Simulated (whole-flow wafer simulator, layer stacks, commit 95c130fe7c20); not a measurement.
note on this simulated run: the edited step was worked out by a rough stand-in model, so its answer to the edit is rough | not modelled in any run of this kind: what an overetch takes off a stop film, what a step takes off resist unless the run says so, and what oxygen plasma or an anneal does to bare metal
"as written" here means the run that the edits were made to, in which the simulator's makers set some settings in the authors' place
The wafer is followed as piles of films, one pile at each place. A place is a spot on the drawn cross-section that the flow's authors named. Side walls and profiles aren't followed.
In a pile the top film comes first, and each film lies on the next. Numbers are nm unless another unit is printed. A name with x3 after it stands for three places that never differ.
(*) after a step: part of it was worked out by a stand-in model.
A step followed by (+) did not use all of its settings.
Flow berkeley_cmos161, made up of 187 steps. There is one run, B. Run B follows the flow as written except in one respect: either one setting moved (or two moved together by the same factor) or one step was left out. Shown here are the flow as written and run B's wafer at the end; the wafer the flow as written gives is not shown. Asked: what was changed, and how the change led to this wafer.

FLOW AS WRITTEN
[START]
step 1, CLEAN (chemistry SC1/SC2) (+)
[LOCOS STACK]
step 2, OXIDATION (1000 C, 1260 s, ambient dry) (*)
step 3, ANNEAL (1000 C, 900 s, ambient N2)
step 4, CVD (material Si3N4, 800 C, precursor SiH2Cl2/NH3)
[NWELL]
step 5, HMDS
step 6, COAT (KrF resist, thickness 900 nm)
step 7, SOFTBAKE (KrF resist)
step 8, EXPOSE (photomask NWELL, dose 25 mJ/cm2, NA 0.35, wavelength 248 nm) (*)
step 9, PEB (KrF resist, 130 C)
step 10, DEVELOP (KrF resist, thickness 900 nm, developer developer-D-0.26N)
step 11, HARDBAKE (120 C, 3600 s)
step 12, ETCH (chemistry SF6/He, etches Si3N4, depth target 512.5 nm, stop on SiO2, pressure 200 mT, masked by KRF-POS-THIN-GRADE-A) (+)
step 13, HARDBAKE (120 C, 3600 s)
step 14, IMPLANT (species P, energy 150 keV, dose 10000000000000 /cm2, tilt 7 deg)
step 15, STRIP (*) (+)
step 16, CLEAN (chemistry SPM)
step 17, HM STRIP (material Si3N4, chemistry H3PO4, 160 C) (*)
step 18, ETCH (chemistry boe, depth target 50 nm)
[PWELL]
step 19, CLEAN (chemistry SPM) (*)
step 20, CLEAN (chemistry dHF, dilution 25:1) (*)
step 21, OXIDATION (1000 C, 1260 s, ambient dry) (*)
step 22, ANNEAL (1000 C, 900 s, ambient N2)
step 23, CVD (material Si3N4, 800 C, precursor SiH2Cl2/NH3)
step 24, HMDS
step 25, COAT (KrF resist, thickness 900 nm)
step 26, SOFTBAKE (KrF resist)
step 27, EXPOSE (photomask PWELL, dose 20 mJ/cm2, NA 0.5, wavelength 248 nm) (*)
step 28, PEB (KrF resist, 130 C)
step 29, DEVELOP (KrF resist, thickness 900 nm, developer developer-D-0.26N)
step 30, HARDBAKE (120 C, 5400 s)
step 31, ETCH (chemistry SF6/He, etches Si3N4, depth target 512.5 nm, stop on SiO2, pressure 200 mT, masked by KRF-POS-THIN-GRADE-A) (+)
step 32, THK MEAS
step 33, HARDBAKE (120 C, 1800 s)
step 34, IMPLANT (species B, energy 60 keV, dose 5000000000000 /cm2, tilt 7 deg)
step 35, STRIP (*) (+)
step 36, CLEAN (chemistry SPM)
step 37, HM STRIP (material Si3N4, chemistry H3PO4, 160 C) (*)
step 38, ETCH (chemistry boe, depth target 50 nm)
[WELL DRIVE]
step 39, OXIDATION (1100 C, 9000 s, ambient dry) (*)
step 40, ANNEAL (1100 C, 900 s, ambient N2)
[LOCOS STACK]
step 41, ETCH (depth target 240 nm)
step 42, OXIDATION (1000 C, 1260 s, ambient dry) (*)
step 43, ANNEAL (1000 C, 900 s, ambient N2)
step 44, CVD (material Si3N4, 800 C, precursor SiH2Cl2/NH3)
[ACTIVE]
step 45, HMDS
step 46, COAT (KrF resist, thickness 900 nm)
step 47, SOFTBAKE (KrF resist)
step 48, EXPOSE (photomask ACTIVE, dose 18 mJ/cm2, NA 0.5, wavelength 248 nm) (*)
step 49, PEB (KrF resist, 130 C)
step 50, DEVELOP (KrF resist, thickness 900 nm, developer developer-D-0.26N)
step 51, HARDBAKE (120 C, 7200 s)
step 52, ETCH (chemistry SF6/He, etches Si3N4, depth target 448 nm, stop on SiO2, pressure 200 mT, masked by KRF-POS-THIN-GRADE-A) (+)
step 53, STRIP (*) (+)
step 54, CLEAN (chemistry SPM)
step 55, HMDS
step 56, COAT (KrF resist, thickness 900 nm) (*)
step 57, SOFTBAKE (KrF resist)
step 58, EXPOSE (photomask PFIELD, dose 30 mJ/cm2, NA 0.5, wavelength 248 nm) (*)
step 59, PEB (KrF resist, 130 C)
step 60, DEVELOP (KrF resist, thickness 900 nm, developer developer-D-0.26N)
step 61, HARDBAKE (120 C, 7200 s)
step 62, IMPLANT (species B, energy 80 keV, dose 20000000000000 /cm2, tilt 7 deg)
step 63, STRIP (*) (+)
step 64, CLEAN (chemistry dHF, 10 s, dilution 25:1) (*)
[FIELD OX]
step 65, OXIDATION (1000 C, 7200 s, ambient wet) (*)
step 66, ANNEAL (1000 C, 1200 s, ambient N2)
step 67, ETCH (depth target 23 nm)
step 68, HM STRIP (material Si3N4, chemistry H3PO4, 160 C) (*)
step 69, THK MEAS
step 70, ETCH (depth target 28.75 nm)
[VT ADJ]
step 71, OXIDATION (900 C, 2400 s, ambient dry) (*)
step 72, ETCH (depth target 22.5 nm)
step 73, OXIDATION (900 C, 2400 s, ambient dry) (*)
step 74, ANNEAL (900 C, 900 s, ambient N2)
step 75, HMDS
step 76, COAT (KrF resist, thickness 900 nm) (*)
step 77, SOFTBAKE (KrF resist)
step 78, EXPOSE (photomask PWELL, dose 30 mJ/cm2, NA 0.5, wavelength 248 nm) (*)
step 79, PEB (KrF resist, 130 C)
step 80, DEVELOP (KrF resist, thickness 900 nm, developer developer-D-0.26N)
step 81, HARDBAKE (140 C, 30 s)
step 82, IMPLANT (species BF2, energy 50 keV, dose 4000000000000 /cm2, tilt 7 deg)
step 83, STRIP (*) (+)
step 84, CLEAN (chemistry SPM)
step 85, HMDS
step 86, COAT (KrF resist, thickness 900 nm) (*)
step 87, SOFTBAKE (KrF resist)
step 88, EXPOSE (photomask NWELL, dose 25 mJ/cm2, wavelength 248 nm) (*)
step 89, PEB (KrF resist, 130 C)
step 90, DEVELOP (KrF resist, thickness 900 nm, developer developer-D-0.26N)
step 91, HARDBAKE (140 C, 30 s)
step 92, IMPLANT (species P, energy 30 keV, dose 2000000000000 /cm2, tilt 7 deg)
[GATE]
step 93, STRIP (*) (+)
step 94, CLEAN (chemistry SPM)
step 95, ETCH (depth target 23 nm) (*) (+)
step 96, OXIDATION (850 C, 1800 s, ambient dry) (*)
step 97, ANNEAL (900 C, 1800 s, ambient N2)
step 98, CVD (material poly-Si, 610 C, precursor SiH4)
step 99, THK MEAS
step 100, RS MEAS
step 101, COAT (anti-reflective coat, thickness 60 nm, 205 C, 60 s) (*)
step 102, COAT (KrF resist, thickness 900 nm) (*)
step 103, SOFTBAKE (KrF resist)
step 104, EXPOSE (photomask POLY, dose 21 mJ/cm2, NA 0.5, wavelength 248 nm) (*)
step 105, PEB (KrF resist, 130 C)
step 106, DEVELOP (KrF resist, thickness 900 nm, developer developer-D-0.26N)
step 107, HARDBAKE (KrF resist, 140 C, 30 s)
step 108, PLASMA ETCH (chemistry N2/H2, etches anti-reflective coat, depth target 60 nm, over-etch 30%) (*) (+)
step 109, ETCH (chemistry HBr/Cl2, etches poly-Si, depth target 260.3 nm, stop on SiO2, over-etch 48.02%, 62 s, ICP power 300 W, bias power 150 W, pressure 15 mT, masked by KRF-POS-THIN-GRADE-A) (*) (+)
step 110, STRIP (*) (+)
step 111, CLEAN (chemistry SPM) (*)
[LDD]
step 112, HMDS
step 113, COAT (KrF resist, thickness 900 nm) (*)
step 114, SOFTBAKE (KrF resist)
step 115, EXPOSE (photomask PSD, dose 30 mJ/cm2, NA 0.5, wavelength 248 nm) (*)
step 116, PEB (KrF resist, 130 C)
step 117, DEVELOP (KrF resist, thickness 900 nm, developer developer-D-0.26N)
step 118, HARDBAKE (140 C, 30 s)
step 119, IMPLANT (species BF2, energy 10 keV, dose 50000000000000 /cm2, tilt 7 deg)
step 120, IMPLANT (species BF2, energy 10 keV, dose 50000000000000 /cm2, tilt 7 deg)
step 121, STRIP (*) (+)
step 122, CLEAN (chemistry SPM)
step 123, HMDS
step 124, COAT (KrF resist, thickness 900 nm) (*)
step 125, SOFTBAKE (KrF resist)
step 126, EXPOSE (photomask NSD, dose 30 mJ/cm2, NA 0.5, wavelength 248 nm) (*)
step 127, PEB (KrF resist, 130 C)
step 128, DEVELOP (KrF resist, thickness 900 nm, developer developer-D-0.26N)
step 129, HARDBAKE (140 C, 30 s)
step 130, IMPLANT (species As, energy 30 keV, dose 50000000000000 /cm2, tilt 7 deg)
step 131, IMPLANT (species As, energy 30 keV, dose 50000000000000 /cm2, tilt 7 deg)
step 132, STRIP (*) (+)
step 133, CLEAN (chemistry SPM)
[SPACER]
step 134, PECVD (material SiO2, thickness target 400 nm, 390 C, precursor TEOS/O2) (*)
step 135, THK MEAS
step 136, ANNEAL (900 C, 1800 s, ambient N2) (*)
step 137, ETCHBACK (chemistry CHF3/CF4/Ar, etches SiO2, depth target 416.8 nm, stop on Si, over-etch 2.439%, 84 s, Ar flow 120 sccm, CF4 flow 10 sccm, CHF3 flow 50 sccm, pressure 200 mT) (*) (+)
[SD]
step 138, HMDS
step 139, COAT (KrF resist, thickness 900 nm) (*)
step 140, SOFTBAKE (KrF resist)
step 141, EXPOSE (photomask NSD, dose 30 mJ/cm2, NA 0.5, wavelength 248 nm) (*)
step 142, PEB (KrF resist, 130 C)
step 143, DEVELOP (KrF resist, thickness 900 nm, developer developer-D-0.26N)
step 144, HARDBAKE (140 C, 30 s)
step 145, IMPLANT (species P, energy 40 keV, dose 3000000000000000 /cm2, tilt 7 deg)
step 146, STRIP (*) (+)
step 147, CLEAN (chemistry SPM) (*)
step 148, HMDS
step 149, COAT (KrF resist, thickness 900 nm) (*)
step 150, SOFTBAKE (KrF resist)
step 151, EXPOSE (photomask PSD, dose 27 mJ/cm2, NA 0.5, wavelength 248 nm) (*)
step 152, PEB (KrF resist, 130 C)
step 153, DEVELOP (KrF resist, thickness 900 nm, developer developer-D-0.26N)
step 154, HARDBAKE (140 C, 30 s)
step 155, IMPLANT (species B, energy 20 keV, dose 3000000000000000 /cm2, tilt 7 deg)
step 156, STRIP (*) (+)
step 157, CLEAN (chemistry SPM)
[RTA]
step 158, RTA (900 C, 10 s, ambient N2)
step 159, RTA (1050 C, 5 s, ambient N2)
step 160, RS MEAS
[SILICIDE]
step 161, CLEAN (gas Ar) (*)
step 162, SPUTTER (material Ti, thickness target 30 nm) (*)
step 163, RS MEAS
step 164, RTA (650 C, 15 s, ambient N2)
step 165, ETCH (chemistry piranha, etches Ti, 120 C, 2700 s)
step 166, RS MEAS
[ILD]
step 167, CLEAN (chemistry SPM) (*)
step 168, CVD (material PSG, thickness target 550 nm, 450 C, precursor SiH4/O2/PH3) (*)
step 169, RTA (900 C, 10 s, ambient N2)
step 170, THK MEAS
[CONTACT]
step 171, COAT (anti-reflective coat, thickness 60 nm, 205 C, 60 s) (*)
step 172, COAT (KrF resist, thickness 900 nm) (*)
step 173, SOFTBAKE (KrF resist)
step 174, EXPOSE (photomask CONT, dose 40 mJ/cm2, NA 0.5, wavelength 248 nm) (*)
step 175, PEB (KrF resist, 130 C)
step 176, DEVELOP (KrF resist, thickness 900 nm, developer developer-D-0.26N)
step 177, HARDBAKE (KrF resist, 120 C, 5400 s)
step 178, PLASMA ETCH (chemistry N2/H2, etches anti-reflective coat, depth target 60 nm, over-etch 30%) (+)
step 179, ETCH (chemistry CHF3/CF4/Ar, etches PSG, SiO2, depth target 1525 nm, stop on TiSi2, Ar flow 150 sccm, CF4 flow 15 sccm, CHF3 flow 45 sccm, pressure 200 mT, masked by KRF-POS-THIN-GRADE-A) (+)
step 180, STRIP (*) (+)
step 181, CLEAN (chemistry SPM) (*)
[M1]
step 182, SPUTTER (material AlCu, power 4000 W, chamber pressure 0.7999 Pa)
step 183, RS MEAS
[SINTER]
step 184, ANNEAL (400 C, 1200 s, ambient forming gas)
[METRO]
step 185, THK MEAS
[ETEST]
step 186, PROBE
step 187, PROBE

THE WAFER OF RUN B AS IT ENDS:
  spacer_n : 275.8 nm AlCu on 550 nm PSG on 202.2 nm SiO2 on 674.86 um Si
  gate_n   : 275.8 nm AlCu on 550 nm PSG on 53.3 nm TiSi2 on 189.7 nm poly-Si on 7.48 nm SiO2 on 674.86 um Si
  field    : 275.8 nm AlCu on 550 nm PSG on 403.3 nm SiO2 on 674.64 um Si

Cause: step 137, ETCHBACK: over-etch 3.659% was run, whereas the flow has over-etch 2.439%.

How this came from the change, step by step:
  step 137, ETCHBACK (chemistry CHF3/CF4/Ar, etches SiO2, depth target 416.8 nm, stop on Si, over-etch 2.439%, 84 s, Ar flow 120 sccm, CF4 flow 10 sccm, CHF3 flow 50 sccm, pressure 200 mT) (*) (+)
      spacer_n, spacer_p: SiO2 loses 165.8 (in the flow as written it would be: SiO2 loses 160.7)
  step 171, COAT (anti-reflective coat, thickness 60 nm, 205 C, 60 s) (*)
      sd_n: anti-reflective coat gains 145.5 (new film) (in the flow as written it would be: anti-reflective coat gains 149.7 (new film))
      gate_n: anti-reflective coat gains 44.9 (new film) (in the flow as written it would be: anti-reflective coat gains 46.1 (new film))
      (also at 1 further place)
  step 180, STRIP (*) (+)
      sd_n: KrF resist loses 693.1 (all of it), anti-reflective coat loses 145.5 (all of it) (in the flow as written it would be: KrF resist loses 692.5 (all of it), anti-reflective coat loses 149.7 (all of it))
      gate_n: KrF resist loses 586.8 (all of it), anti-reflective coat loses 44.9 (all of it) (in the flow as written it would be: KrF resist loses 589.4 (all of it), anti-reflective coat loses 46.1 (all of it))
      (also at 1 further place)
